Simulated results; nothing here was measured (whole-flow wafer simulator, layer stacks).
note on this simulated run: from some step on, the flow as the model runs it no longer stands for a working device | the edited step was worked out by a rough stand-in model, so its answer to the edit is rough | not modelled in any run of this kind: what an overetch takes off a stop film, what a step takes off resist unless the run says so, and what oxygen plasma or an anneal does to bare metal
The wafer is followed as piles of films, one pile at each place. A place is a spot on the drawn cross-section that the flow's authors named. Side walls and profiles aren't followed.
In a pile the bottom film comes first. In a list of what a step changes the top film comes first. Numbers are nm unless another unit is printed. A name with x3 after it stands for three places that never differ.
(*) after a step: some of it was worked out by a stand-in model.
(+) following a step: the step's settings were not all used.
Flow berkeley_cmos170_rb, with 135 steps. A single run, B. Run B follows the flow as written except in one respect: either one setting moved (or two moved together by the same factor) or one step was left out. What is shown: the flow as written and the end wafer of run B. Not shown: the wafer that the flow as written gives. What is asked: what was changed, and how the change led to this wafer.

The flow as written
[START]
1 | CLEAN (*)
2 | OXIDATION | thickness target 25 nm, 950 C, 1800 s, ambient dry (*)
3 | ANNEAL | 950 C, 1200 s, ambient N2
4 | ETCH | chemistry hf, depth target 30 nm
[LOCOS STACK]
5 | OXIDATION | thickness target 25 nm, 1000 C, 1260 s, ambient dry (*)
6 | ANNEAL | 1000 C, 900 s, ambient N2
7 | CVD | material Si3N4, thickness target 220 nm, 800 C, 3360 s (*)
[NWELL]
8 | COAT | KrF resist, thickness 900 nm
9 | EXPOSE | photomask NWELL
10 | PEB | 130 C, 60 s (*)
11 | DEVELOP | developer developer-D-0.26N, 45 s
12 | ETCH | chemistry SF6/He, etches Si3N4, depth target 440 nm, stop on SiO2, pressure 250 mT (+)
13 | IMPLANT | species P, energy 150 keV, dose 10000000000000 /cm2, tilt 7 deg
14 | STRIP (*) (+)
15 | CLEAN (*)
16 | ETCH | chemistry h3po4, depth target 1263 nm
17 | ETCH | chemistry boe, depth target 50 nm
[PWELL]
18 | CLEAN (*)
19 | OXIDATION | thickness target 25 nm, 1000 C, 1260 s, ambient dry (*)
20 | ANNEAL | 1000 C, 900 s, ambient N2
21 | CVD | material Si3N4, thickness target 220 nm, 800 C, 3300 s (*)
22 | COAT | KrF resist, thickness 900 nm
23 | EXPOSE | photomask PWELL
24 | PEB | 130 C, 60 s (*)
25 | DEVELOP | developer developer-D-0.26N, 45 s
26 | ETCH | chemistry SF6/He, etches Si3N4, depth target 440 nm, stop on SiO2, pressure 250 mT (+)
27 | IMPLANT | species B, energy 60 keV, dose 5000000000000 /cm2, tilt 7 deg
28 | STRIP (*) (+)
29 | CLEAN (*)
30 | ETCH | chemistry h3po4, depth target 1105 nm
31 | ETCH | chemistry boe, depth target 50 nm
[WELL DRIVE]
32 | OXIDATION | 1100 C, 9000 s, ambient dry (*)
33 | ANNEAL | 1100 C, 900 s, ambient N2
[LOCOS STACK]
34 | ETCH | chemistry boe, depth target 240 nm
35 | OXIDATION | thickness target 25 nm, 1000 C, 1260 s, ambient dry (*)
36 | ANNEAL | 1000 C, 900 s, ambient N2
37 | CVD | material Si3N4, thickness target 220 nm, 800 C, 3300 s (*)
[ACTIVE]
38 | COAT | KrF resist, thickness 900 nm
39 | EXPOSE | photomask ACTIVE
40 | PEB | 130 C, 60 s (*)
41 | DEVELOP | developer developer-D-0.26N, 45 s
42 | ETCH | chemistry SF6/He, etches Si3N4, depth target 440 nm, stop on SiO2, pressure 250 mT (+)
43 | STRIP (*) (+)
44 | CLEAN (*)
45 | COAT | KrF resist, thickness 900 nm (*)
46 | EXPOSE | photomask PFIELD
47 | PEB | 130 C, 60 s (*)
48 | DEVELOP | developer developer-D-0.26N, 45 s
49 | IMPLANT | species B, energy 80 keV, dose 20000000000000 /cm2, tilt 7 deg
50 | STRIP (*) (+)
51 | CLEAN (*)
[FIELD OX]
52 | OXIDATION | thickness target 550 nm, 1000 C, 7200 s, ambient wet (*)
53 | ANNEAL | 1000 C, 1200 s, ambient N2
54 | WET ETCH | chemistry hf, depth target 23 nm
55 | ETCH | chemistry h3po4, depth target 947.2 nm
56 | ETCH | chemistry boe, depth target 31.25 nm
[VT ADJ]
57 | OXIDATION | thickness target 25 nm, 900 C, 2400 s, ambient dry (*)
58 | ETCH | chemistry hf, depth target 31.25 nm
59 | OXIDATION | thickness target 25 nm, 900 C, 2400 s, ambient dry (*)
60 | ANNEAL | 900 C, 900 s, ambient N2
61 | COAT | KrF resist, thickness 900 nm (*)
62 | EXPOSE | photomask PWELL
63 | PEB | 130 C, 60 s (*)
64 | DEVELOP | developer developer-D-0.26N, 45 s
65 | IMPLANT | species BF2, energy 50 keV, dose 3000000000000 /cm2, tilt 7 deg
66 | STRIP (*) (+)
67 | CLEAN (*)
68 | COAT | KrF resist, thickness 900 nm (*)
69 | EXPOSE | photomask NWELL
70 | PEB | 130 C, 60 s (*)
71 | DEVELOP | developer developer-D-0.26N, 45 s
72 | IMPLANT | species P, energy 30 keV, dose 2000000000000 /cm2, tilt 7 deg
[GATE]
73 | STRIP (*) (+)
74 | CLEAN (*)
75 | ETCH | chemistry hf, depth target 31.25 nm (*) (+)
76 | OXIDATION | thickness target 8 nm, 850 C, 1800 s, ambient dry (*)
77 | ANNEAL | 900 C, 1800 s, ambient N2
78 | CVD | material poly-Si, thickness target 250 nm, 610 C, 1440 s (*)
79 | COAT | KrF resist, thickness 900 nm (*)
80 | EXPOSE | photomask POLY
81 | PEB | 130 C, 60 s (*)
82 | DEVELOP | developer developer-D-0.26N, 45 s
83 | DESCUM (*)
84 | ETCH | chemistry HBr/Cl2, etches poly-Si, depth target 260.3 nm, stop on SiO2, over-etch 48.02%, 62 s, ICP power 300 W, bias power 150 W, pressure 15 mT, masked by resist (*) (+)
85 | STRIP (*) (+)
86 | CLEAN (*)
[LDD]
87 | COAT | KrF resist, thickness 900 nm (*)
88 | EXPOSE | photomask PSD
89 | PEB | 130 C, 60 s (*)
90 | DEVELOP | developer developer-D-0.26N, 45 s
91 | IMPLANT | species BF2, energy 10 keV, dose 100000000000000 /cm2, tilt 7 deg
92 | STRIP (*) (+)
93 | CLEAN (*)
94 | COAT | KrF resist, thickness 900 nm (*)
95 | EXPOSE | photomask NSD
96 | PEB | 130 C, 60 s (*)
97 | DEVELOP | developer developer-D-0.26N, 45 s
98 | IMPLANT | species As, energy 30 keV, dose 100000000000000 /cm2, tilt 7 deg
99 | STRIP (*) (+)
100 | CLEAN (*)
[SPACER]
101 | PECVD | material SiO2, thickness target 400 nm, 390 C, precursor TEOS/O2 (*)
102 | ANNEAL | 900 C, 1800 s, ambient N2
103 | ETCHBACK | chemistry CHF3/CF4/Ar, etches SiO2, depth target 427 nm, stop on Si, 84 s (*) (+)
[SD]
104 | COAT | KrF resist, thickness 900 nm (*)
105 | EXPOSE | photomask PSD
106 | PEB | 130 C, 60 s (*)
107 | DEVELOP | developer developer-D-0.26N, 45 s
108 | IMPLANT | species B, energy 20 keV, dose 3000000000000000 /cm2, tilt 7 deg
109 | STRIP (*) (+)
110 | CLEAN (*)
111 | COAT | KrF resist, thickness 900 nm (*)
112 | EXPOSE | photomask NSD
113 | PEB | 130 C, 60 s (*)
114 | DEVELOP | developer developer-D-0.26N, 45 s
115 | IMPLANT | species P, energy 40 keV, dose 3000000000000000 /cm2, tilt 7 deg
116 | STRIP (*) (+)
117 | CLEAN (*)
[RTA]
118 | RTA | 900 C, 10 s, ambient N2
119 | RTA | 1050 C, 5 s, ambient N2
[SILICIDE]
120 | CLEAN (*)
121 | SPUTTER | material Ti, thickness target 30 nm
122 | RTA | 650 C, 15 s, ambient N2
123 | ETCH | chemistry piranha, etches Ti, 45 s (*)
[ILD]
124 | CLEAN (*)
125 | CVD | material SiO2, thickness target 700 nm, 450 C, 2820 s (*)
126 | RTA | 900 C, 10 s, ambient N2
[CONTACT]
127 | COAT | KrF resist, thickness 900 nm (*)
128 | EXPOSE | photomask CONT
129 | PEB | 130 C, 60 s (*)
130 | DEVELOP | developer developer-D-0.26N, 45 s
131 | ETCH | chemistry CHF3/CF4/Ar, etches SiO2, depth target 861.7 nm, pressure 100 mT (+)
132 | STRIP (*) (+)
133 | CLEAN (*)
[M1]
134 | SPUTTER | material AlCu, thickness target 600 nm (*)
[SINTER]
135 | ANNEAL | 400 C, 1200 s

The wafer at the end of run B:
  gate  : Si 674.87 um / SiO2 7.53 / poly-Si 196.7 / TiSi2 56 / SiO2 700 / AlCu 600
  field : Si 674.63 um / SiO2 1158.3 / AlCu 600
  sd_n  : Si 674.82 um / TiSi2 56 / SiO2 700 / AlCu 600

What caused this: step 32, OXIDATION: 6300 s was run, while the flow as written has 9000 s.

The path from the change to this, step by step:
  32 | OXIDATION | 1100 C, 9000 s, ambient dry (*)
      field, sd_n, spacer_n and 6 more: SiO2 gains 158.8 (new film), Si loses 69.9 (in the flow as written it would be: SiO2 gains 197.6 (new film), Si loses 86.9)
  34 | ETCH | chemistry boe, depth target 240 nm
      field, sd_n, spacer_n and 6 more: SiO2 loses 158.8 (all of it) (in the flow as written it would be: SiO2 loses 197.6 (all of it))
